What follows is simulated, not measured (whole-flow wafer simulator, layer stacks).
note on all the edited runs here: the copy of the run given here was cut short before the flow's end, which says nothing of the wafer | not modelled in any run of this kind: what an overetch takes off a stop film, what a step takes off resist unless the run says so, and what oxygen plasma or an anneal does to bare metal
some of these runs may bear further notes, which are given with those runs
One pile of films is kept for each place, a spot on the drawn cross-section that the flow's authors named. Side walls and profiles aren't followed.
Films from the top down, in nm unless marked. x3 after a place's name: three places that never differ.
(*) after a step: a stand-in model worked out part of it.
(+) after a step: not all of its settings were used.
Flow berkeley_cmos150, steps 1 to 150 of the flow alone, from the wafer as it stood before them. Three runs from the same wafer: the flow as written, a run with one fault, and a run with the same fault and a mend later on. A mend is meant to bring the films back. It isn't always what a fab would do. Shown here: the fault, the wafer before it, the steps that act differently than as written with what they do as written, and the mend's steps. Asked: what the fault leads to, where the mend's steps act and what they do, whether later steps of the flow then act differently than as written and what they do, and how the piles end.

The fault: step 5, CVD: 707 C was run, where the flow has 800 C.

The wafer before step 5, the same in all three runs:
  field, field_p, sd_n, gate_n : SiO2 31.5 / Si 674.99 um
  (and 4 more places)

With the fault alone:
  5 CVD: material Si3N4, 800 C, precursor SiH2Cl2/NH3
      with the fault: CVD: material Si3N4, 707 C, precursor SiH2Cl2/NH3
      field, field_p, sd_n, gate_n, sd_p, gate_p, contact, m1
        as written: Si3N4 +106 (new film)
        with the fault: Si3N4 +24.7 (new film)
  Later steps of the flow that act differently than as written (33 more steps differ only slightly, by at most 2% or 0.5 nm, whichever is larger, and aren't shown):
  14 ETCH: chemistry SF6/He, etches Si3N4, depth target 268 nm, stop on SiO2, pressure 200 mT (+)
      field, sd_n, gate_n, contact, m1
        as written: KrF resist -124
        with the fault: KrF resist -35.5
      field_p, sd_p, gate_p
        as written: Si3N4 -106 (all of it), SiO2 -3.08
        with the fault: Si3N4 -24.7 (all of it), SiO2 -3.08
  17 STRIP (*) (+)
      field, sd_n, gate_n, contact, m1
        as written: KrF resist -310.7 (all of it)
        with the fault: KrF resist -399.2 (all of it)
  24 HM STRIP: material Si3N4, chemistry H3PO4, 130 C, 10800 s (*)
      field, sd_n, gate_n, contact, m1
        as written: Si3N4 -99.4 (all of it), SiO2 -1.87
        with the fault: Si3N4 -18 (all of it), SiO2 -2.56
  At the end the piles differ from the flow's only slightly at the places that both follow, by at most 2% or 0.5 nm, whichever is larger.

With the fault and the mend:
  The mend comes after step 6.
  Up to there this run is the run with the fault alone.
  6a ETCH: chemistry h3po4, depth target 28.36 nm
      field, field_p, sd_n, gate_n, sd_p, gate_p, contact, m1
        Si3N4 -24.7 (all of it)
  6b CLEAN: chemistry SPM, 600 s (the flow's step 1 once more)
      changes no film at any place that is followed
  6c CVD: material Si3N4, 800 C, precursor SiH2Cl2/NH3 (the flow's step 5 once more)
      field, field_p, sd_n, gate_n, sd_p, gate_p, contact, m1
        Si3N4 +106 (new film)
  No later step of the flow acts differently than as written at any place that is followed.
  At the end the piles are the same as the flow's at every place that both follow.
